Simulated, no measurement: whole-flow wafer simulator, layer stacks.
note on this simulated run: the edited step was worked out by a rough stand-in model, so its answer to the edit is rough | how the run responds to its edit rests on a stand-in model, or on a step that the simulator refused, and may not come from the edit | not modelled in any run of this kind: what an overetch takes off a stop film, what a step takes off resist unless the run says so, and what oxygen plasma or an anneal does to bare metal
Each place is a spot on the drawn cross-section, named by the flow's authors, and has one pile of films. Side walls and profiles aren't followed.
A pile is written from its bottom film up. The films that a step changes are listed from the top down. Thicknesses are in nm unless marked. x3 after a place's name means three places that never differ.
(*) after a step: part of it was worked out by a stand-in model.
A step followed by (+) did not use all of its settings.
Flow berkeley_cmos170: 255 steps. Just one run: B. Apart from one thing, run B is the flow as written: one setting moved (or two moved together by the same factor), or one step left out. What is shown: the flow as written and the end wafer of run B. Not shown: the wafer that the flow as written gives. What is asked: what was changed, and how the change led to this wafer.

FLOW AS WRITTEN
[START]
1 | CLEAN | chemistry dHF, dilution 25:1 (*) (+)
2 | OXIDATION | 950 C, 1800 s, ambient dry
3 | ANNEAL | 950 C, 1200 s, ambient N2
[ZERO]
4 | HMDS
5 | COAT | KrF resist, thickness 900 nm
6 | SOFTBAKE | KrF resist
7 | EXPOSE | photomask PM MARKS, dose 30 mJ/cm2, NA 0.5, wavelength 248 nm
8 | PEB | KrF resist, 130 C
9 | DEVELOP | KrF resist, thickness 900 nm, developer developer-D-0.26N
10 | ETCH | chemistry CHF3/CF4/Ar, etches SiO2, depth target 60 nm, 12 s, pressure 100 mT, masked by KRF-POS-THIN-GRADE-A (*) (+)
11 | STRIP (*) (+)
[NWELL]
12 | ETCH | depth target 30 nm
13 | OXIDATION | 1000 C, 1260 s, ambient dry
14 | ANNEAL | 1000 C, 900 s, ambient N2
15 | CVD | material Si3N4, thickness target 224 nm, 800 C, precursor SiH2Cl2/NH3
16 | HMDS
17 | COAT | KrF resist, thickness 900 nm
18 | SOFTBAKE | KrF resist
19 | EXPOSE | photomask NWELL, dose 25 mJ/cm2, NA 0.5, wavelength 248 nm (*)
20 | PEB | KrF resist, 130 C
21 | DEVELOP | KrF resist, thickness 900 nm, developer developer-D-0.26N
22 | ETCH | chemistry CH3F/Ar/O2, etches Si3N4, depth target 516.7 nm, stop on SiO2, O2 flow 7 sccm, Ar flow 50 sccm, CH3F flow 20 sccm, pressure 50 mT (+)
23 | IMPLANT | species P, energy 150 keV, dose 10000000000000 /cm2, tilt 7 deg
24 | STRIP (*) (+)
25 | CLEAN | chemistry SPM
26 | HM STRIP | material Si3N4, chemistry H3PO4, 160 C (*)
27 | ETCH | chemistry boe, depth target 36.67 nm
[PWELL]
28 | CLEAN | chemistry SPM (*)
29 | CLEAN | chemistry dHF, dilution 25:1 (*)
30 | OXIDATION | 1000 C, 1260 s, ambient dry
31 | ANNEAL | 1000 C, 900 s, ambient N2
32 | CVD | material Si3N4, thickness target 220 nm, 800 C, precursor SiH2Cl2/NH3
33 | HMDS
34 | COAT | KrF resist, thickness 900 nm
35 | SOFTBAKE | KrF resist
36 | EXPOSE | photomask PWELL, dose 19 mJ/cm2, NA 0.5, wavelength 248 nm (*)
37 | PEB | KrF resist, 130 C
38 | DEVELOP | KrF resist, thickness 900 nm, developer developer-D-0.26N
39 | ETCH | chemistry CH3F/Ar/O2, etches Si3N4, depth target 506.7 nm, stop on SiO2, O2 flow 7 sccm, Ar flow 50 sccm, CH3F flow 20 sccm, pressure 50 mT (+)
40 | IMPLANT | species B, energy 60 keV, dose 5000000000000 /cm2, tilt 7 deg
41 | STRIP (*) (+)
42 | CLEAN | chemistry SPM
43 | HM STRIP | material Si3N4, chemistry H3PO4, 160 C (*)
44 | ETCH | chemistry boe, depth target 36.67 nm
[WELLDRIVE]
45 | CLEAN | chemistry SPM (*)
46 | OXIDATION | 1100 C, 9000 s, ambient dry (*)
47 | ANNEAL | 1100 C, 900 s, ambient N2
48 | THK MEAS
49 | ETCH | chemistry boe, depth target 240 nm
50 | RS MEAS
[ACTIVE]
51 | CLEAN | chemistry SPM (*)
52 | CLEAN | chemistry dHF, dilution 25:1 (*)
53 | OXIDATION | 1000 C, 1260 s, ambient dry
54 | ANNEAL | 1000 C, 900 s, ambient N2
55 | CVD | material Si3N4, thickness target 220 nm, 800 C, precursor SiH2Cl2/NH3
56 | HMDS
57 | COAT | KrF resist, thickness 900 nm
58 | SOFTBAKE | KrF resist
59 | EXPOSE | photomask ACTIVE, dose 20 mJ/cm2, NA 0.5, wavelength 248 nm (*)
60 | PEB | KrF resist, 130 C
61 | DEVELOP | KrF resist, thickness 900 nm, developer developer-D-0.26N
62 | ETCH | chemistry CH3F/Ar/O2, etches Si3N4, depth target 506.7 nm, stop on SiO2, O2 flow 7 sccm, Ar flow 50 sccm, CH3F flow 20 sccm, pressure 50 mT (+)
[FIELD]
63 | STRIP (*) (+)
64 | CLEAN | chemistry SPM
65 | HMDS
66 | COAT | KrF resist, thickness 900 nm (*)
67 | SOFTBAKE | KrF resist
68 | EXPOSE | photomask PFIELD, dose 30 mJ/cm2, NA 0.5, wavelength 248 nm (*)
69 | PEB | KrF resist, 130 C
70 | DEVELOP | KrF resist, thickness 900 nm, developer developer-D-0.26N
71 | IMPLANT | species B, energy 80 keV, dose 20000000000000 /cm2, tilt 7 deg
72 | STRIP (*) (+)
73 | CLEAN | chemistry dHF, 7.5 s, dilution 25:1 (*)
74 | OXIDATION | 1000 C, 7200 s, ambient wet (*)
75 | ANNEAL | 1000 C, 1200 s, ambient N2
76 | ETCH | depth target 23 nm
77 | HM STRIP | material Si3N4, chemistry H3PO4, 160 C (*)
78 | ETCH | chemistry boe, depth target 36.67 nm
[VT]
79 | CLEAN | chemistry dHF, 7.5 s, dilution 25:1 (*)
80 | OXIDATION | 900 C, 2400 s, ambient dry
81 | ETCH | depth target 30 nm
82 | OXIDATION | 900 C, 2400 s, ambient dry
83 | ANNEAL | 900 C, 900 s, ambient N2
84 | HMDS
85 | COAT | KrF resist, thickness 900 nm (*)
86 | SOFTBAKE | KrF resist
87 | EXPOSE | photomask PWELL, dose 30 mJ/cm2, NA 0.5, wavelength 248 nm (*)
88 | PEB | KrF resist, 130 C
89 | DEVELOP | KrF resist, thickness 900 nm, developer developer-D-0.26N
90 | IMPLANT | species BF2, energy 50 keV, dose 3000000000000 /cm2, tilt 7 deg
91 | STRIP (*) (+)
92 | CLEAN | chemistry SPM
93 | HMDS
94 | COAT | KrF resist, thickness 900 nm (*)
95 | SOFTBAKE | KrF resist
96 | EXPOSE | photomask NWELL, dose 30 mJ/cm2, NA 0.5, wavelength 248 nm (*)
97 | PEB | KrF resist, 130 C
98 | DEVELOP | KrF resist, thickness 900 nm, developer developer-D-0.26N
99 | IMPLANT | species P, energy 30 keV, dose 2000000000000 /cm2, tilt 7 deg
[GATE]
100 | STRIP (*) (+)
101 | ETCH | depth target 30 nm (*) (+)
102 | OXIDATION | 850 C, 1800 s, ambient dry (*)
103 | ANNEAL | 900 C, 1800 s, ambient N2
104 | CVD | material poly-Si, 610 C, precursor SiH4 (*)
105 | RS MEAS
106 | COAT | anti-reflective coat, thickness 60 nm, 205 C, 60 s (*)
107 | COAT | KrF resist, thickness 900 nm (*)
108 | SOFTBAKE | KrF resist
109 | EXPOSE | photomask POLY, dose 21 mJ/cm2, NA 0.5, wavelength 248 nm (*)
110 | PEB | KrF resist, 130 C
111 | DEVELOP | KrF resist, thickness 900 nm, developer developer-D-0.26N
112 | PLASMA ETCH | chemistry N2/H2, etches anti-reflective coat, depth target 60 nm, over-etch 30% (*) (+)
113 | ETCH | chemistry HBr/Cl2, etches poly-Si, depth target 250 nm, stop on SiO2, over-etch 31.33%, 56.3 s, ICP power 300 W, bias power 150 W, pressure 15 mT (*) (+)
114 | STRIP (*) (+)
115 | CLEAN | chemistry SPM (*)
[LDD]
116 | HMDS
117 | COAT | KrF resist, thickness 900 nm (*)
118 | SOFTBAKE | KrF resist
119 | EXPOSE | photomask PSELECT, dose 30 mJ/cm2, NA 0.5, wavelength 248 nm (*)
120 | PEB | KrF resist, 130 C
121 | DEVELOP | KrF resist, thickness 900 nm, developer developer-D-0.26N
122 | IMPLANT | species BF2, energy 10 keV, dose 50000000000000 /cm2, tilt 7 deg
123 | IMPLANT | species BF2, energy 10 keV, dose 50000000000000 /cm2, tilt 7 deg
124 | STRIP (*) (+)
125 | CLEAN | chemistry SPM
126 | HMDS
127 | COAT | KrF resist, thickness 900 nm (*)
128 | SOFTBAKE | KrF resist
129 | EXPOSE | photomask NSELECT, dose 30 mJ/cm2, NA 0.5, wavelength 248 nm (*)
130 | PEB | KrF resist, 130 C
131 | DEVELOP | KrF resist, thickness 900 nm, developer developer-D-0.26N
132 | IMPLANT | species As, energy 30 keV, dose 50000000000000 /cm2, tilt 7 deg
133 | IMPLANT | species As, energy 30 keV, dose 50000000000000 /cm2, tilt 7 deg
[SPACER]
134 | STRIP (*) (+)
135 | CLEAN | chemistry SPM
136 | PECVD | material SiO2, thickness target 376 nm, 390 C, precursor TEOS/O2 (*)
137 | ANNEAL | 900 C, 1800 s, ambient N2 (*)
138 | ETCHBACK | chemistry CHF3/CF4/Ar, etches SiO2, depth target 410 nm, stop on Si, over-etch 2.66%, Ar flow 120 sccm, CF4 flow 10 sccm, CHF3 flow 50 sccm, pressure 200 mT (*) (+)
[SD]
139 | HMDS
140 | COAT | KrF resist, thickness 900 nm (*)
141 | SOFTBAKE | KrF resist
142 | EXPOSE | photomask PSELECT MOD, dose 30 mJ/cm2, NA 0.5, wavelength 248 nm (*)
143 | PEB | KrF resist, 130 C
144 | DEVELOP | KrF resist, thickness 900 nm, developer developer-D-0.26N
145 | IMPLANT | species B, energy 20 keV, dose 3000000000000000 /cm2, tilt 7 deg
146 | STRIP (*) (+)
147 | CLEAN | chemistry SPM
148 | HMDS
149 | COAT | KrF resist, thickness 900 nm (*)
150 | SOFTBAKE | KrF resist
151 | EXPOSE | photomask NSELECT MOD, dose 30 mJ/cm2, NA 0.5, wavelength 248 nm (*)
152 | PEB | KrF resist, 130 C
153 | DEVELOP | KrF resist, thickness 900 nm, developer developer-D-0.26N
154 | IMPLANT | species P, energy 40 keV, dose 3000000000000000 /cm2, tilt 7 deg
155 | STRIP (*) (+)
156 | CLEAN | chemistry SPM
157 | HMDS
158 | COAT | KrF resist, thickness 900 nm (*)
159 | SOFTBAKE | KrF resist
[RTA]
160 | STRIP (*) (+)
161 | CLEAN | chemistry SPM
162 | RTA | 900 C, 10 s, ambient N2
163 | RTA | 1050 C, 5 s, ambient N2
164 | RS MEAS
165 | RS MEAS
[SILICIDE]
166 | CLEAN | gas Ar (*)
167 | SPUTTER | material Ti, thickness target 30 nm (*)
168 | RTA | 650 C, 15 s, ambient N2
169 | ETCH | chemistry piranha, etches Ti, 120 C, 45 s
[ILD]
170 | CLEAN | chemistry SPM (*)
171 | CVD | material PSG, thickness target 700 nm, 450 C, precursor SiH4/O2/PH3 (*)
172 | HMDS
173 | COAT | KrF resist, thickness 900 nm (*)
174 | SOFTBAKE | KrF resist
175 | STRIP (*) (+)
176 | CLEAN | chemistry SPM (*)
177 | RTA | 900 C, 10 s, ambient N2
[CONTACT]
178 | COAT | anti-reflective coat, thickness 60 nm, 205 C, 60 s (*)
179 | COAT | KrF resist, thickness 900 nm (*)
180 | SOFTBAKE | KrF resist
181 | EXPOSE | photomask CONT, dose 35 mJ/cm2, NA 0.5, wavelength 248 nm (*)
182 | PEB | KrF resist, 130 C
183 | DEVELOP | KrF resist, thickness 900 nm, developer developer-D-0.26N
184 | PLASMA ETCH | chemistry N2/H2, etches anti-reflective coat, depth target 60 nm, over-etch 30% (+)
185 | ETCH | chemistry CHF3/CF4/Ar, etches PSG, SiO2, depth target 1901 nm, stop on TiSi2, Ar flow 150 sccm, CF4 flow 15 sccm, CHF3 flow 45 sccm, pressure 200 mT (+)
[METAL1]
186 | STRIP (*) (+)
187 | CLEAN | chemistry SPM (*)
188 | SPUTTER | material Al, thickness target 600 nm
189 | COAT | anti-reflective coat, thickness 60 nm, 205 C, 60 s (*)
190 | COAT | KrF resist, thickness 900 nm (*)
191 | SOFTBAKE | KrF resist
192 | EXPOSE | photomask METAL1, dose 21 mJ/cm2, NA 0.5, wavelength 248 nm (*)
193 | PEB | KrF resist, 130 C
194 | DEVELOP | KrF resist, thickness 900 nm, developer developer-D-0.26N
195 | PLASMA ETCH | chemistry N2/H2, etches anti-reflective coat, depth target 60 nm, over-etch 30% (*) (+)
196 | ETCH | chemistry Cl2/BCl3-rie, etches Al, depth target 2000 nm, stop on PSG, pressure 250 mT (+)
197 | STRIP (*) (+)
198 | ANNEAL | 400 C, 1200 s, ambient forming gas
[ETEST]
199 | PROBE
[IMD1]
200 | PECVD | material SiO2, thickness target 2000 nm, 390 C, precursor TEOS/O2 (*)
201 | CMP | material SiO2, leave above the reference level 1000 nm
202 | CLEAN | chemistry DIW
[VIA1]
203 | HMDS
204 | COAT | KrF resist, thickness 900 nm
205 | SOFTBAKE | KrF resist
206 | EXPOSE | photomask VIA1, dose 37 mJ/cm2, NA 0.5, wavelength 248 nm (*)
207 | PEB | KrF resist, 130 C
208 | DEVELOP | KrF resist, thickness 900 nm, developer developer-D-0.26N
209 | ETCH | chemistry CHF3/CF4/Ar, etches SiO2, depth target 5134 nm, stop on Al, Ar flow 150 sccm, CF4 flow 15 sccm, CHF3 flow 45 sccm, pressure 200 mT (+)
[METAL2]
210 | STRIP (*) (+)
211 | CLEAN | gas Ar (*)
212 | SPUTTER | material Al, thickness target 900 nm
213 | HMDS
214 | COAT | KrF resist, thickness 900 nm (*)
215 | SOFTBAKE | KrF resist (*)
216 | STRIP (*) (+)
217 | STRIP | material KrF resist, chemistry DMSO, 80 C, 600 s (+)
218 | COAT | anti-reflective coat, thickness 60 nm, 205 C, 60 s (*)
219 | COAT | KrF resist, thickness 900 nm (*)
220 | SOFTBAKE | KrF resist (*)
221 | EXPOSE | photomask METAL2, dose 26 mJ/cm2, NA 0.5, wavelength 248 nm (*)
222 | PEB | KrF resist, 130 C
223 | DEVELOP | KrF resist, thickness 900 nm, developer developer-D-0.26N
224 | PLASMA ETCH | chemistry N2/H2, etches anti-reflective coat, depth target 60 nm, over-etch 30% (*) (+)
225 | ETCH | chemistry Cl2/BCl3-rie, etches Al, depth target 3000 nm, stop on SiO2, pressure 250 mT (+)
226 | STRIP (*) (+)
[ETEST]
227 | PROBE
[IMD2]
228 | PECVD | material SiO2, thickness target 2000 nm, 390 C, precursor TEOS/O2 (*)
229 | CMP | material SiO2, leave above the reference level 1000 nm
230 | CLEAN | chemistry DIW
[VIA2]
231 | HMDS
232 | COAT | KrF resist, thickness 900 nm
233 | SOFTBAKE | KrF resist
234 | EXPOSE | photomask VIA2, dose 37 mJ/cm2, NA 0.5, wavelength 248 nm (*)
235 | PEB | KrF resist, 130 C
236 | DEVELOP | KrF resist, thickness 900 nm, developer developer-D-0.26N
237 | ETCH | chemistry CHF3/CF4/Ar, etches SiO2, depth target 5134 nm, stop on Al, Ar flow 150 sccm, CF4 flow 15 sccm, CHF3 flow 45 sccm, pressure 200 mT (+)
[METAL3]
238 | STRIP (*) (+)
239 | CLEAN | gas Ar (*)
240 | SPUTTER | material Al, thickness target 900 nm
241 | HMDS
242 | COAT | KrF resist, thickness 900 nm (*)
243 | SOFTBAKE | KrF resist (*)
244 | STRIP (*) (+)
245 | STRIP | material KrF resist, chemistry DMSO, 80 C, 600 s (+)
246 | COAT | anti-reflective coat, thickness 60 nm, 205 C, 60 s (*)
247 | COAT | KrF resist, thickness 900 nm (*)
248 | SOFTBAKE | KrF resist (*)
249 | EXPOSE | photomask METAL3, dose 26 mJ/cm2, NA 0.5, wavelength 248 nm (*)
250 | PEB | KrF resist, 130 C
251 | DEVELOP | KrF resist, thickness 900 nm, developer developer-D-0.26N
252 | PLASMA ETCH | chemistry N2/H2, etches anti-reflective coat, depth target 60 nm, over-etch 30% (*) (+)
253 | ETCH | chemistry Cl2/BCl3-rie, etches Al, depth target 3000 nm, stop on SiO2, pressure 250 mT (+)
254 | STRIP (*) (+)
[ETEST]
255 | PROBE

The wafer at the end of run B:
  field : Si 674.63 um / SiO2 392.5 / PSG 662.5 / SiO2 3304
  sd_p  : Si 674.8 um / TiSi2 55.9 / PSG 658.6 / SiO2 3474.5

The reason: step 101, ETCH: depth target 18 nm was run, though the flow has depth target 30 nm.

How this came from the change, step by step:
  101 | ETCH | depth target 30 nm (*) (+)
      field: -18 SiO2 (as written it would have been: -30 SiO2)
  106 | COAT | anti-reflective coat, thickness 60 nm, 205 C, 60 s (*)
      field: +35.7 anti-reflective coat (new film) (as written it would have been: +34.7 anti-reflective coat (new film))
      sd_n: +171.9 anti-reflective coat (new film) (as written it would have been: +158.6 anti-reflective coat (new film))
      (also at 6 further places)
  112 | PLASMA ETCH | chemistry N2/H2, etches anti-reflective coat, depth target 60 nm, over-etch 30% (*) (+)
      field: -35.7 anti-reflective coat (all of it), -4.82 poly-Si (as written it would have been: -34.7 anti-reflective coat (all of it), -4.4 poly-Si)
      sd_n: -171.9 anti-reflective coat (all of it), -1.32 poly-Si (as written it would have been: -158.6 anti-reflective coat (all of it), -1.22 poly-Si)
      (also at 4 further places)
  114 | STRIP (*) (+)
      gate_n: +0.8 chemical SiO2 (new film), -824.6 KrF resist (all of it), -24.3 anti-reflective coat (all of it), -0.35 poly-Si (as written it would have been: +0.8 chemical SiO2 (new film), -812.6 KrF resist (all of it), -27.3 anti-reflective coat (all of it), -0.35 poly-Si)
      gate_p: +0.8 chemical SiO2 (new film), -788.5 KrF resist (all of it), -28.1 anti-reflective coat (all of it), -0.35 poly-Si (as written it would have been: +0.8 chemical SiO2 (new film), -782.1 KrF resist (all of it), -29.6 anti-reflective coat (all of it), -0.35 poly-Si)
  178 | COAT | anti-reflective coat, thickness 60 nm, 205 C, 60 s (*)
      sd_n: +142.3 anti-reflective coat (new film) (as written it would have been: +135.1 anti-reflective coat (new film))
      m2: +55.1 anti-reflective coat (new film) (as written it would have been: +56.7 anti-reflective coat (new film))
  186 | STRIP (*) (+)
      sd_n: -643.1 KrF resist (all of it), -142.3 anti-reflective coat (all of it) (as written it would have been: -643.8 KrF resist (all of it), -135.1 anti-reflective coat (all of it))
      m2: -693.7 KrF resist (all of it), -55.1 anti-reflective coat (all of it) (as written it would have been: -689 KrF resist (all of it), -56.7 anti-reflective coat (all of it))
  189 | COAT | anti-reflective coat, thickness 60 nm, 205 C, 60 s (*)
      m2: +59.4 anti-reflective coat (new film) (as written it would have been: +61.1 anti-reflective coat (new film))
  197 | STRIP (*) (+)
      m2: -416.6 KrF resist (all of it), -59.4 anti-reflective coat (all of it) (as written it would have been: -412.9 KrF resist (all of it), -61.1 anti-reflective coat (all of it))
  201 | CMP | material SiO2, leave above the reference level 1000 nm
      field: -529 SiO2 (as written it would have been: -517 SiO2)
